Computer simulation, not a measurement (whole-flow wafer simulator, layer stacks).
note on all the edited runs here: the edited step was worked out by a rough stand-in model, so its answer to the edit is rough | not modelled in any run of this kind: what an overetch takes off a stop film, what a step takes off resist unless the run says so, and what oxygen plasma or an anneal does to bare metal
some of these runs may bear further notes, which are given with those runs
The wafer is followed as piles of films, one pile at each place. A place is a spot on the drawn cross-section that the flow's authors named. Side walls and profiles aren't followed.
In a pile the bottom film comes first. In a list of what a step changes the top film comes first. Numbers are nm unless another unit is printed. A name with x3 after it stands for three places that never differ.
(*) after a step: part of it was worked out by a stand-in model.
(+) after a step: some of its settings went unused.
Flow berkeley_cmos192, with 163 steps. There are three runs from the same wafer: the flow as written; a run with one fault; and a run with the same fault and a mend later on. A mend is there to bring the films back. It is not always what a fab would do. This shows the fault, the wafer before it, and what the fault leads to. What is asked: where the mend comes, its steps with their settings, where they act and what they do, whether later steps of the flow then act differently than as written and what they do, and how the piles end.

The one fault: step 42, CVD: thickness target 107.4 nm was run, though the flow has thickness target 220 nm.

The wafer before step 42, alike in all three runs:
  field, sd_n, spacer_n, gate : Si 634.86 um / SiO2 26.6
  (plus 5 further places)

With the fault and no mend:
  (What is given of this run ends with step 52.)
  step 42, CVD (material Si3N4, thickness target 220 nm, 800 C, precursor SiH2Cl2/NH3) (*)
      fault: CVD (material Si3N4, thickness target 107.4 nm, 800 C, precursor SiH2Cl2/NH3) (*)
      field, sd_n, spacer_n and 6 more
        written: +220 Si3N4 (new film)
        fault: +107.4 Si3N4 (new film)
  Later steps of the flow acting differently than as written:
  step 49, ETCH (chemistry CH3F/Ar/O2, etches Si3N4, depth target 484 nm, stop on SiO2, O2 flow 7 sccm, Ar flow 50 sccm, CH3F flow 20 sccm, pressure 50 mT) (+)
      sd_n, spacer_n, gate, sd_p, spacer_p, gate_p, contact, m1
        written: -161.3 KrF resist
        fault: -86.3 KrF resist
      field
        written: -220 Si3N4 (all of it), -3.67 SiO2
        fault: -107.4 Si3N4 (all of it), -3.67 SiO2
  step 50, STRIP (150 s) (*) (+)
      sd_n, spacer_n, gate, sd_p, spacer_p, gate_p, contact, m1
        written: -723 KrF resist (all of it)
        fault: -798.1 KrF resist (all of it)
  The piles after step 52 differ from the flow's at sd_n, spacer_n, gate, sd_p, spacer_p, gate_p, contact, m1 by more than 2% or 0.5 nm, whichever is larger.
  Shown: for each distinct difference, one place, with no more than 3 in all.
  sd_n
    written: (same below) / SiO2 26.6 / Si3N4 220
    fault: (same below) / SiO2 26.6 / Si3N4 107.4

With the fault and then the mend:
  The mend follows step 42.
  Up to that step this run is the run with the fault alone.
  step 42a, ETCH (chemistry h3po4, depth target 123.5 nm)
      field, sd_n, spacer_n and 6 more
        -107.4 Si3N4 (all of it)
  step 42b, CLEAN (chemistry SPM) (the flow's step 34, run once more)
      leaves every film unchanged at each place that is followed
  step 42c, CVD (material Si3N4, thickness target 220 nm, 800 C, precursor SiH2Cl2/NH3) (*) (the flow's step 42, run once more)
      field, sd_n, spacer_n and 6 more
        +220 Si3N4 (new film)
  Every later step of the flow that is run acts as written at every place that is followed.
  The piles end the same as the flow's at every place that both follow.
